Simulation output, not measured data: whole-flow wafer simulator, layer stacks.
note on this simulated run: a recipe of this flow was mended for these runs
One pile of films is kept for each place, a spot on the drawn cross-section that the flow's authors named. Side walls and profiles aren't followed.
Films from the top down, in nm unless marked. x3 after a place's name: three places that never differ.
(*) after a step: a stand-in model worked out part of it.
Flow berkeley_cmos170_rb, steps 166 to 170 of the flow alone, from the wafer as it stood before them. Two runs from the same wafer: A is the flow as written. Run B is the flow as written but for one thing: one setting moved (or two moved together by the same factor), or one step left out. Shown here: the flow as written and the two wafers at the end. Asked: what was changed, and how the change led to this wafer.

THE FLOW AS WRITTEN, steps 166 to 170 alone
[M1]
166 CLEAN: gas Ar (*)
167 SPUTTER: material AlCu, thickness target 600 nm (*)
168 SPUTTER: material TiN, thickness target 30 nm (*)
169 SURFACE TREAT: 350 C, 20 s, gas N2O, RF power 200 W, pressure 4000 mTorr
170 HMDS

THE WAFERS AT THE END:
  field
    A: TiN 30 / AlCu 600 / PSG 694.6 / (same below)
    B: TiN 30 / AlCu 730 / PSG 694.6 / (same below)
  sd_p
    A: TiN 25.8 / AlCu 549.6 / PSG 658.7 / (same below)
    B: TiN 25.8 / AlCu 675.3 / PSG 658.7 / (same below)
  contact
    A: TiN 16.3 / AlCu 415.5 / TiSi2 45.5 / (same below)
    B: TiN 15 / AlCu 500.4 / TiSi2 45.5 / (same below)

The cause: step 167, SPUTTER: thickness target 730 nm was run, where the flow has thickness target 600 nm.
It can be read off the wafer: field has AlCu 730, and step 167 as written asks for 600 nm.

How the change led to this, step by step:
  167 SPUTTER: material AlCu, thickness target 600 nm (*)
      field, sd_n, spacer_n, gate, spacer_p, gate_p, m1: A AlCu +600 (new film) | B AlCu +730 (new film)
      sd_p: A AlCu +549.6 (new film) | B AlCu +675.3 (new film)
      (and at 1 more place)
  168 SPUTTER: material TiN, thickness target 30 nm (*)
      contact: A TiN +16.3 (new film) | B TiN +15 (new film)
